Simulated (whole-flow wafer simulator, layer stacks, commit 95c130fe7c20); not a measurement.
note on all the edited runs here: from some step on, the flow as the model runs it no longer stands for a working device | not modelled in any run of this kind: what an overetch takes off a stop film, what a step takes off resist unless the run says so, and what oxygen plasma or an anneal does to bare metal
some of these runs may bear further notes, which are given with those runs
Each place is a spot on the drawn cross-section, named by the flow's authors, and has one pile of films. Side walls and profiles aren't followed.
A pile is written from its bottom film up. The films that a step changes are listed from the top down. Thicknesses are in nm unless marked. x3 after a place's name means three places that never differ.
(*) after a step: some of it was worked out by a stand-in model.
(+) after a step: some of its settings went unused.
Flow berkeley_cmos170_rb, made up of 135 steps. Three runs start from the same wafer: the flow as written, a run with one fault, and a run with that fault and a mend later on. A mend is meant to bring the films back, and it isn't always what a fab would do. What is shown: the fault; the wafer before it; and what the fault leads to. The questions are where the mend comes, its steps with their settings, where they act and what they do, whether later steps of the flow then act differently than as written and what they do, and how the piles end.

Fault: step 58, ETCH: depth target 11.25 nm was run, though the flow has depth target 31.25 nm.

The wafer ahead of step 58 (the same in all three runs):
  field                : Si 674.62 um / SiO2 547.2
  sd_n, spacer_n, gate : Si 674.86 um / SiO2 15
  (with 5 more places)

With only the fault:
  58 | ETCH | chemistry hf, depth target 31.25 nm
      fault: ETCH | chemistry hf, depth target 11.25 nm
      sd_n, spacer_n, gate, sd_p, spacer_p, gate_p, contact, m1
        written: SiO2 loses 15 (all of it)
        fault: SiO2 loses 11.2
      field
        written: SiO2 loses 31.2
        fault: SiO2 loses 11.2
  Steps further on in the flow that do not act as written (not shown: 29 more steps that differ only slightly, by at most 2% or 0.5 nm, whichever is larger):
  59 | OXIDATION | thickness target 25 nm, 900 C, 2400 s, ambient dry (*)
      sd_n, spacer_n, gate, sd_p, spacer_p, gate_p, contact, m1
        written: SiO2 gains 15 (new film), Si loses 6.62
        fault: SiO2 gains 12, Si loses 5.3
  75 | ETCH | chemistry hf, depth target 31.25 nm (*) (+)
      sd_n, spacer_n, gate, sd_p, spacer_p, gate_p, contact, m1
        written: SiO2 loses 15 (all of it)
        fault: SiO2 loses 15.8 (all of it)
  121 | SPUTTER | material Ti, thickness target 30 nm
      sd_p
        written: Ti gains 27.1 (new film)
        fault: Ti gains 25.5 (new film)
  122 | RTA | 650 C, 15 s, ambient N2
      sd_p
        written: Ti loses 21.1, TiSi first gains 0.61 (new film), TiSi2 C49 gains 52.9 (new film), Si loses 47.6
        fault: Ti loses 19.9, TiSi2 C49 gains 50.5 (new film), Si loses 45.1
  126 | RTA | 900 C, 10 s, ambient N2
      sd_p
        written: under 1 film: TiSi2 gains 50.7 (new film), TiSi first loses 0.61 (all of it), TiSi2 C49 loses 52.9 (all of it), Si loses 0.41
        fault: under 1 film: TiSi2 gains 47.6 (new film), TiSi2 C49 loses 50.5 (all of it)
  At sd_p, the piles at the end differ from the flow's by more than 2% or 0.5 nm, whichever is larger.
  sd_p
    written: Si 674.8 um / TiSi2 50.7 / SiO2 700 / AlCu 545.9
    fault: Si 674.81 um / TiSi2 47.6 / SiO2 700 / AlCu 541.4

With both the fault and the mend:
  After step 58 comes the mend.
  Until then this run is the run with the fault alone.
  58a | ETCH | chemistry hf, depth target 20 nm (the flow's step 58, run once more with other settings)
      sd_n, spacer_n, gate, sd_p, spacer_p, gate_p, contact, m1
        SiO2 loses 3.79 (all of it)
      field
        SiO2 loses 20
  Later steps of the flow that are run all act as written at every place that is followed, up to a difference of at most 2% or 0.5 nm, whichever is larger.
  At every place that both follow, the piles at the end match the flow's.
